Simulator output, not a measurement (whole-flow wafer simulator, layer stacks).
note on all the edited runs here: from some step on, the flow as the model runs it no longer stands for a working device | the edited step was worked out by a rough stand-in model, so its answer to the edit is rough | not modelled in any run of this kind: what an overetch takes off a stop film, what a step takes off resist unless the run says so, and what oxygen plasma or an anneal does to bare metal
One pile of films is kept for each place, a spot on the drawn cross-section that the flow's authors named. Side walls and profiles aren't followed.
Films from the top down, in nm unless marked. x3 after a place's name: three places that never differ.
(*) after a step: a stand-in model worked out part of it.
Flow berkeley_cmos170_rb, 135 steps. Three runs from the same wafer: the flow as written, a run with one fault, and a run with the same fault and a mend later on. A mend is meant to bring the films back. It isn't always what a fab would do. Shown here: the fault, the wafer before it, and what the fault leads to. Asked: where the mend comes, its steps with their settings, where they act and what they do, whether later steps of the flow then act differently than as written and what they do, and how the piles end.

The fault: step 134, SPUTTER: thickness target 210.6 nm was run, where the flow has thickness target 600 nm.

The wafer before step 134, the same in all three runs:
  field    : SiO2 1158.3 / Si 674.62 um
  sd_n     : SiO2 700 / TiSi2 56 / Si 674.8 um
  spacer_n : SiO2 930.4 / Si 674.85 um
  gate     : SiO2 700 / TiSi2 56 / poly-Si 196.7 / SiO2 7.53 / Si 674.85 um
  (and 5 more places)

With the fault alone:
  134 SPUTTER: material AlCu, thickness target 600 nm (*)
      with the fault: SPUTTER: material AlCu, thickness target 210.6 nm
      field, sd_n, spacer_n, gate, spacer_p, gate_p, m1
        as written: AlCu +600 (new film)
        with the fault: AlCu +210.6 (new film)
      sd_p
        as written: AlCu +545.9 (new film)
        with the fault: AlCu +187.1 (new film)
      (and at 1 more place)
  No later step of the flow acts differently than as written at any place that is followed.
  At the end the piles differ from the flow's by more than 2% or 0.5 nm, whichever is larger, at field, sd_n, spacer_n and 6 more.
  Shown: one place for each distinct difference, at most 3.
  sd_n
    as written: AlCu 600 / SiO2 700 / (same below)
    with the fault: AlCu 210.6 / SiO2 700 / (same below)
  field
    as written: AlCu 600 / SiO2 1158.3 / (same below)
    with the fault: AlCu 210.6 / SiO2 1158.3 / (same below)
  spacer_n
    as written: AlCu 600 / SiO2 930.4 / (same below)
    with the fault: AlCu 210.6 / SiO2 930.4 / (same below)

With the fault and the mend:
  The mend comes after step 134.
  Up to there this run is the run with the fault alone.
  134a ETCH: chemistry al pan, depth target 242 nm
      field, sd_n, spacer_n, gate, spacer_p, gate_p, m1
        AlCu -210.6 (all of it)
      sd_p
        AlCu -187.1 (all of it)
      contact
        AlCu -149.7 (all of it)
  134b SPUTTER: material AlCu, thickness target 600 nm (*) (the flow's step 134 once more)
      field, sd_n, spacer_n, gate, spacer_p, gate_p, m1
        AlCu +600 (new film)
      sd_p
        AlCu +545.9 (new film)
      contact
        AlCu +415.1 (new film)
  No later step of the flow acts differently than as written at any place that is followed.
  At the end the piles are the same as the flow's at every place that both follow.
